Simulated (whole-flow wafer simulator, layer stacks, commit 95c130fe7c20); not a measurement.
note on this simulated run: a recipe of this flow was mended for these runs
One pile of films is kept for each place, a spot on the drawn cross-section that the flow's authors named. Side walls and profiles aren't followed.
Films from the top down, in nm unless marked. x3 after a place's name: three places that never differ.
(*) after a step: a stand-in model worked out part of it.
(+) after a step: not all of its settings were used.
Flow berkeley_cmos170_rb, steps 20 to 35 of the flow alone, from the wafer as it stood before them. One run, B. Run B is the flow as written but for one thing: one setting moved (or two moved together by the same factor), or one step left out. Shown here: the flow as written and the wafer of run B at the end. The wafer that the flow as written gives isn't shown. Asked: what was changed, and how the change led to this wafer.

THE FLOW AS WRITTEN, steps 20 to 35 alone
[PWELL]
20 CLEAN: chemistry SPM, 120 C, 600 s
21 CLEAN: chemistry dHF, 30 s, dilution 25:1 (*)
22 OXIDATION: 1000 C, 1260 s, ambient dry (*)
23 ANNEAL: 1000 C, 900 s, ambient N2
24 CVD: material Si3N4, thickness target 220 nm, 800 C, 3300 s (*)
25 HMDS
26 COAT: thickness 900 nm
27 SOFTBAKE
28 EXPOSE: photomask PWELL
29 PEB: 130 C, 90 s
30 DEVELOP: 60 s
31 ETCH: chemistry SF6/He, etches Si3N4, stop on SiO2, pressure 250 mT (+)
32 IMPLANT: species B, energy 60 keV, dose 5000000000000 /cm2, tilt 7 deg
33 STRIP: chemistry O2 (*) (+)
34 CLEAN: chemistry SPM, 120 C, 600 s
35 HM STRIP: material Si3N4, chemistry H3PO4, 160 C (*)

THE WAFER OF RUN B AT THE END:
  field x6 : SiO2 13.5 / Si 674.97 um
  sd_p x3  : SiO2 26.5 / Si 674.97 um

The cause: step 35, HM STRIP: 149 C was run, where the flow has 160 C.

How the change led to this, step by step:
  35 HM STRIP: material Si3N4, chemistry H3PO4, 160 C (*)
      field x6: SiO2 -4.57 (as written it would be: SiO2 -10.5)
      sd_p x3: Si3N4 -220 (all of it), SiO2 -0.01 (as written it would be: Si3N4 -220 (all of it), SiO2 -3.44)
